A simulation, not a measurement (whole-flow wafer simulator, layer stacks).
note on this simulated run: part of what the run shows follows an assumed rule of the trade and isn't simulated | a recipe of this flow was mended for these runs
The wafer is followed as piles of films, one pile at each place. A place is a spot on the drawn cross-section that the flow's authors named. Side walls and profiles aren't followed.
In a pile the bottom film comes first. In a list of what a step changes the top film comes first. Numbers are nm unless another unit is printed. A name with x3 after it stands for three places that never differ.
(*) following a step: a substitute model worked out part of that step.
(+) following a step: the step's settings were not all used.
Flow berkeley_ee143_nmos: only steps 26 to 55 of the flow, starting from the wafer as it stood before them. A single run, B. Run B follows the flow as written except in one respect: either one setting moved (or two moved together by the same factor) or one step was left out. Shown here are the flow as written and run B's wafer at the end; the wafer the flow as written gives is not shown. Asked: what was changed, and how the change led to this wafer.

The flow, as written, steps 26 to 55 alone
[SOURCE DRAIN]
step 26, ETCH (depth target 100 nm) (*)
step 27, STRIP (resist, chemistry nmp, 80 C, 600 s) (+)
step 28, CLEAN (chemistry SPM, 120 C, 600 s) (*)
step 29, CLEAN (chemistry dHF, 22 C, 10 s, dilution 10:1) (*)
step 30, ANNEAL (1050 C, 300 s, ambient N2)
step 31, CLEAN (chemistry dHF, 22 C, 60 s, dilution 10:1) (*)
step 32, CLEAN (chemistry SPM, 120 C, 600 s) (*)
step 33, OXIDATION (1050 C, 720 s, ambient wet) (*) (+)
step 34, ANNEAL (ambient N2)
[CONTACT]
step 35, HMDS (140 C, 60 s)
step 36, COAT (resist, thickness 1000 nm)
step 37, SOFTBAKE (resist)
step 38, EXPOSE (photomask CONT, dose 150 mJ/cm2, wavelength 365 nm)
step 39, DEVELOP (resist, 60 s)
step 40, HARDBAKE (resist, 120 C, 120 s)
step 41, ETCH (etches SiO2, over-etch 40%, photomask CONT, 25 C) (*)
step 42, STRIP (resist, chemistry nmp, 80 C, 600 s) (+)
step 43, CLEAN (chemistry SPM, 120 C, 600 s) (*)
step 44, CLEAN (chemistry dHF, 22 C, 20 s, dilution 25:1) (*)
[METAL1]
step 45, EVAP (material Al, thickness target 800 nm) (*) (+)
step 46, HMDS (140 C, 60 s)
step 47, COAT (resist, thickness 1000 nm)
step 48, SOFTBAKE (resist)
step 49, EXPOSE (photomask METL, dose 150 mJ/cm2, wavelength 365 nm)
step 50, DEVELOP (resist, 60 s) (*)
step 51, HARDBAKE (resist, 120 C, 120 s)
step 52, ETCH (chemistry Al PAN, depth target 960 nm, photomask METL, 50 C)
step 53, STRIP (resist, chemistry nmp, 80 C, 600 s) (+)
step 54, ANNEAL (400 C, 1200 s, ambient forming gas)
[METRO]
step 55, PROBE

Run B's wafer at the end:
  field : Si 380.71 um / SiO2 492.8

What caused this: step 31, CLEAN: 84 s was run, though the flow has 60 s.

How this came from the change, step by step:
  step 31, CLEAN (chemistry dHF, 22 C, 60 s, dilution 10:1) (*)
      field: SiO2 loses 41 (as written it would have been: SiO2 loses 29.3)
